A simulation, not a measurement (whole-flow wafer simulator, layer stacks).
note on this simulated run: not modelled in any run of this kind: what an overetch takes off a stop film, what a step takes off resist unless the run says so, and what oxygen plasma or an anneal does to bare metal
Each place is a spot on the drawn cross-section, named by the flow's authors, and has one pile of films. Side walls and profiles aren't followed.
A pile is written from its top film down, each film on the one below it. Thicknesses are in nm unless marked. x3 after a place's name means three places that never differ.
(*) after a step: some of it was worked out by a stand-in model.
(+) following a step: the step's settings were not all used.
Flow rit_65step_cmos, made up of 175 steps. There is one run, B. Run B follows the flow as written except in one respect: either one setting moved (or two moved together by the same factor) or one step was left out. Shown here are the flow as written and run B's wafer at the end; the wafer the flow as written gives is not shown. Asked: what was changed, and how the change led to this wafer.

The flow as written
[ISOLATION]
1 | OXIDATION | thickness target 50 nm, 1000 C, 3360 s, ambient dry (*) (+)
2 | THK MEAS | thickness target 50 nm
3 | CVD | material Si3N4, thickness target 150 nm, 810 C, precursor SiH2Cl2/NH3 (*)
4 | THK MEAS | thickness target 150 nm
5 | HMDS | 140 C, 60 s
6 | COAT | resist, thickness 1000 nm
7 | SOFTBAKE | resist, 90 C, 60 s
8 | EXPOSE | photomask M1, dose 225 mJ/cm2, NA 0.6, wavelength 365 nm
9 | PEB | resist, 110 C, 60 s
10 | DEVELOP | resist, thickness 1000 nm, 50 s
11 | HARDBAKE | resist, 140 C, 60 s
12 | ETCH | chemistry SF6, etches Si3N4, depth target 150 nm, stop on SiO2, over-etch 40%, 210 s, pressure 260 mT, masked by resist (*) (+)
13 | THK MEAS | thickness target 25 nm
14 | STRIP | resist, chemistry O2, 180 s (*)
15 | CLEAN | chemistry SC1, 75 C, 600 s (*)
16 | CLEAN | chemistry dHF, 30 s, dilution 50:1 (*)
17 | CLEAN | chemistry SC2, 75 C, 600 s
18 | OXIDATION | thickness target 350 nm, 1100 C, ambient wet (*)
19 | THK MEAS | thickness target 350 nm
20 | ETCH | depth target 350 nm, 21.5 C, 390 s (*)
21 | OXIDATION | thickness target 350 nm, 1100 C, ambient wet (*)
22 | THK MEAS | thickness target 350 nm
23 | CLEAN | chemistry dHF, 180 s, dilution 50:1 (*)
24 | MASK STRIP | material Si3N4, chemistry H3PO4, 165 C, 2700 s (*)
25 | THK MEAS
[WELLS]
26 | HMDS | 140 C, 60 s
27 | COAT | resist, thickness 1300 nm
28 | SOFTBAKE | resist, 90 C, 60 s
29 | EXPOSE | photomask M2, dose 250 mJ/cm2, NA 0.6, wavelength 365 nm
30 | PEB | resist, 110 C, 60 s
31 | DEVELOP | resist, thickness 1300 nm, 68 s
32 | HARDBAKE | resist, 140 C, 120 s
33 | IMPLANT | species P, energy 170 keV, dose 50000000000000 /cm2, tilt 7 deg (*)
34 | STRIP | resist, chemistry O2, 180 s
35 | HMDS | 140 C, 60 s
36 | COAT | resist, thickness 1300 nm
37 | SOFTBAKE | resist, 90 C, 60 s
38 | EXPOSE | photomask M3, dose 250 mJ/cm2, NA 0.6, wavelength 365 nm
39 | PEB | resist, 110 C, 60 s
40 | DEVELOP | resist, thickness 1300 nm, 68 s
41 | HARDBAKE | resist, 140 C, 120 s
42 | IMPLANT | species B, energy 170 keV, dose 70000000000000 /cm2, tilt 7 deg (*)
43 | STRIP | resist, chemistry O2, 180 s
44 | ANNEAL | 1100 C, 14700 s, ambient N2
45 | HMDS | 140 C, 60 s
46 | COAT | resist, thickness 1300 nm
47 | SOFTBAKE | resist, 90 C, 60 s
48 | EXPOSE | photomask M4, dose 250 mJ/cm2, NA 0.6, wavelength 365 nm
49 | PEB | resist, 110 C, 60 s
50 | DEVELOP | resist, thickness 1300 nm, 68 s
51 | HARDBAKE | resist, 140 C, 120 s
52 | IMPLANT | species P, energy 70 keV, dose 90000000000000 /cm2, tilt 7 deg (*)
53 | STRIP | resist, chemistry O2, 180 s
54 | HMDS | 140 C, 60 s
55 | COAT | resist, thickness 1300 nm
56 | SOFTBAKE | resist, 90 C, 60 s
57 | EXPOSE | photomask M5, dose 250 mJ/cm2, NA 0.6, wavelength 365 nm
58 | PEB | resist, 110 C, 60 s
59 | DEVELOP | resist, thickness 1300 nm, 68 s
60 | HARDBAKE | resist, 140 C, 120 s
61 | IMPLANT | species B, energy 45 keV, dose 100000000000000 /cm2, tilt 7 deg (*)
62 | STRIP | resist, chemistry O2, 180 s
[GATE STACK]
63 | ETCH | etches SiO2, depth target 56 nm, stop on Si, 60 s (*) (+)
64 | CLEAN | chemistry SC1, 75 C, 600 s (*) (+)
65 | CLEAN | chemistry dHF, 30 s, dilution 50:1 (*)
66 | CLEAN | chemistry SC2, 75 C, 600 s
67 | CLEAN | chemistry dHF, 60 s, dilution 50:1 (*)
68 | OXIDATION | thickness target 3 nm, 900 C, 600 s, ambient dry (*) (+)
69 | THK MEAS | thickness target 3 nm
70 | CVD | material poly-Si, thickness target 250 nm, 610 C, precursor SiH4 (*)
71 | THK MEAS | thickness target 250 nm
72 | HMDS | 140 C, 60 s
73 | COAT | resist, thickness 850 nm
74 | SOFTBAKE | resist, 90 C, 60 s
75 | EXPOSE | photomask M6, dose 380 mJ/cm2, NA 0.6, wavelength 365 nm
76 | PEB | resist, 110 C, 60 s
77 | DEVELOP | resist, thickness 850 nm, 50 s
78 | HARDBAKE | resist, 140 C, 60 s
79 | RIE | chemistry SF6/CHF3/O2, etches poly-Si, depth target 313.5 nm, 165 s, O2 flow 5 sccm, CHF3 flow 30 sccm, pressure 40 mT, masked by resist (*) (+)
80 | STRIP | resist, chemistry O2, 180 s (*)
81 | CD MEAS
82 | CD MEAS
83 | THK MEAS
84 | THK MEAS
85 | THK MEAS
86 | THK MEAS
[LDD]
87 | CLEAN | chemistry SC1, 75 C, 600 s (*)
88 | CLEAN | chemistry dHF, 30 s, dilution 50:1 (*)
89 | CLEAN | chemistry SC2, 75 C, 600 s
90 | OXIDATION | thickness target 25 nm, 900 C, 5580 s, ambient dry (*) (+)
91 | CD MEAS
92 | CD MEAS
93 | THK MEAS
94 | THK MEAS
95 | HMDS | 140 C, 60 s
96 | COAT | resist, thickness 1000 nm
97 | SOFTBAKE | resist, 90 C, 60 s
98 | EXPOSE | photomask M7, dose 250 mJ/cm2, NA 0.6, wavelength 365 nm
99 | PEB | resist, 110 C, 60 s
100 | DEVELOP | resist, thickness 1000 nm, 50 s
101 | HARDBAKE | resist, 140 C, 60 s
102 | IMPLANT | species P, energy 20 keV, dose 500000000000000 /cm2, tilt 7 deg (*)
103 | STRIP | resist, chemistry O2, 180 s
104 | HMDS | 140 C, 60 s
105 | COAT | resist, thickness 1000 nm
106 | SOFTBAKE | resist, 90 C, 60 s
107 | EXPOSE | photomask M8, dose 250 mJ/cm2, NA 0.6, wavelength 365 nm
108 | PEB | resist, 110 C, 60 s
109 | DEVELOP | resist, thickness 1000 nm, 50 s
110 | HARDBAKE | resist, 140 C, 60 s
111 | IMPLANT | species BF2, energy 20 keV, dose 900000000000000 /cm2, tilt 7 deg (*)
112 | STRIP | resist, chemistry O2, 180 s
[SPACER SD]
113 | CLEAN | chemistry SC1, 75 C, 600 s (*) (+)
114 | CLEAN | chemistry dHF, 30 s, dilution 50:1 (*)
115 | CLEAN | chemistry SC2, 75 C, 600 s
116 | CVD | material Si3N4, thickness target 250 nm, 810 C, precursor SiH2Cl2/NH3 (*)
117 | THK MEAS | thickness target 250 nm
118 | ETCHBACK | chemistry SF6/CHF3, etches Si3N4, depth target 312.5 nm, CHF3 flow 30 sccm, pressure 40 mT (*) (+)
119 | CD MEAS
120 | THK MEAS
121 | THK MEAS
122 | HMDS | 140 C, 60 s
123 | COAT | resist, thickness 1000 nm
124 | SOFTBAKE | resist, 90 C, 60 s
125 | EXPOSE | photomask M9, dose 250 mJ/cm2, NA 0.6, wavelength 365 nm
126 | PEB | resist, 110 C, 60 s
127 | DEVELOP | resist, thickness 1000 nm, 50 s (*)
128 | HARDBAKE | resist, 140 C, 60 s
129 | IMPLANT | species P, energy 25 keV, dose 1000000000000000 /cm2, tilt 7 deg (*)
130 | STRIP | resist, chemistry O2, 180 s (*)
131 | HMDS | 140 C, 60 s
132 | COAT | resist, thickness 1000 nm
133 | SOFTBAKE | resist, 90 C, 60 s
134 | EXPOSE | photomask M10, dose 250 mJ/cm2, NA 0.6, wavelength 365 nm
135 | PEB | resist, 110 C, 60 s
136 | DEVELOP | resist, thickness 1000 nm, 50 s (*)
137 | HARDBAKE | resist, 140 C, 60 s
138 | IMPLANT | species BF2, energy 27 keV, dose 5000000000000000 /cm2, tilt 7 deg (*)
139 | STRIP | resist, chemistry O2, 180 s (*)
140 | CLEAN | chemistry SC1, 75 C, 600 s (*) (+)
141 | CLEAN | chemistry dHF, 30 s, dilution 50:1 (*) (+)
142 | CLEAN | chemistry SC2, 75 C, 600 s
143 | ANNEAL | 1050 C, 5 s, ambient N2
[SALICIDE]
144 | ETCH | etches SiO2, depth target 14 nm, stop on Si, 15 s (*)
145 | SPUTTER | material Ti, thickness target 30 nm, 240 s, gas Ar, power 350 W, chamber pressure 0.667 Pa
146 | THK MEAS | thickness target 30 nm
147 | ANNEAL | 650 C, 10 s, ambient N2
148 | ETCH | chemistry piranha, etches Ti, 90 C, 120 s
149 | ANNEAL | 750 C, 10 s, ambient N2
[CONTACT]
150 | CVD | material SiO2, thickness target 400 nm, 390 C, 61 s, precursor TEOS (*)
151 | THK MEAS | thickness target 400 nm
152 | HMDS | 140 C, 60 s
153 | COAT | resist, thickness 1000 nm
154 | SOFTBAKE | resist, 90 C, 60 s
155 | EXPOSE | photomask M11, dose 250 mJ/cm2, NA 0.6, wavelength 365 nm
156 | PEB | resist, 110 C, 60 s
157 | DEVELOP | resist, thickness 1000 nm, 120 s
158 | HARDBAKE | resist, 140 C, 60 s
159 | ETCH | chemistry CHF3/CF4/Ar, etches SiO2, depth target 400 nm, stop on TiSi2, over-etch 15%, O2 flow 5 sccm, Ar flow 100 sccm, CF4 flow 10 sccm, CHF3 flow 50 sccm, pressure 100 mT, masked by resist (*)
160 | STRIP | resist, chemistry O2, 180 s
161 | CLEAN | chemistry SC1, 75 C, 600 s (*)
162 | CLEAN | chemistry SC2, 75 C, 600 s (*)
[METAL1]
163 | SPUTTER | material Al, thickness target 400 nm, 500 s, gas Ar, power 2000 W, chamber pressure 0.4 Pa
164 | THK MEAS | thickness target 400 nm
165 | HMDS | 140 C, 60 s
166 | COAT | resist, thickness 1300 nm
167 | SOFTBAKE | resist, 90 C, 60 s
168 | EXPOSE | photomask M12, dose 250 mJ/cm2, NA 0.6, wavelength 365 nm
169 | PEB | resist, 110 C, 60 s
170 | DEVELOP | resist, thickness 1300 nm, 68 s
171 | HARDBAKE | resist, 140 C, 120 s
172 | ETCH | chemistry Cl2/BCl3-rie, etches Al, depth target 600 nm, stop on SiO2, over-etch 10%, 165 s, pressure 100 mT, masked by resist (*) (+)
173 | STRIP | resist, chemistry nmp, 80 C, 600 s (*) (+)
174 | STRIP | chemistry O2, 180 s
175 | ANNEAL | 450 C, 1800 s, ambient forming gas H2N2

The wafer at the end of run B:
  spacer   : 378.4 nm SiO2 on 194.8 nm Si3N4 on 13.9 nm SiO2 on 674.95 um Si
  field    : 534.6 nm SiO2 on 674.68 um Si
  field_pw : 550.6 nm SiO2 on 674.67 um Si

Cause: step 163, SPUTTER: power 2600 W was run, though the flow has power 2000 W.

How this came from the change, step by step:
  163 | SPUTTER | material Al, thickness target 400 nm, 500 s, gas Ar, power 2000 W, chamber pressure 0.4 Pa
      field, field_pw, field_p, spacer, spacer_p: Al gains 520 (new film) (in the flow as written it would be: Al gains 400 (new film))
      gate_n, gate_p: Al gains 503.1 (new film) (in the flow as written it would be: Al gains 396 (new film))
      (and at 1 other place as well)
  172 | ETCH | chemistry Cl2/BCl3-rie, etches Al, depth target 600 nm, stop on SiO2, over-etch 10%, 165 s, pressure 100 mT, masked by resist (*) (+)
      field, field_pw, field_p, spacer, spacer_p: Al loses 520 (all of it), SiO2 loses 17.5 (in the flow as written it would be: Al loses 400 (all of it), SiO2 loses 32.5)
      gate_n, gate_p: Al loses 503.1 (all of it), SiO2 loses 19.6 (in the flow as written it would be: Al loses 396 (all of it), SiO2 loses 33)
      (and at 1 other place as well)
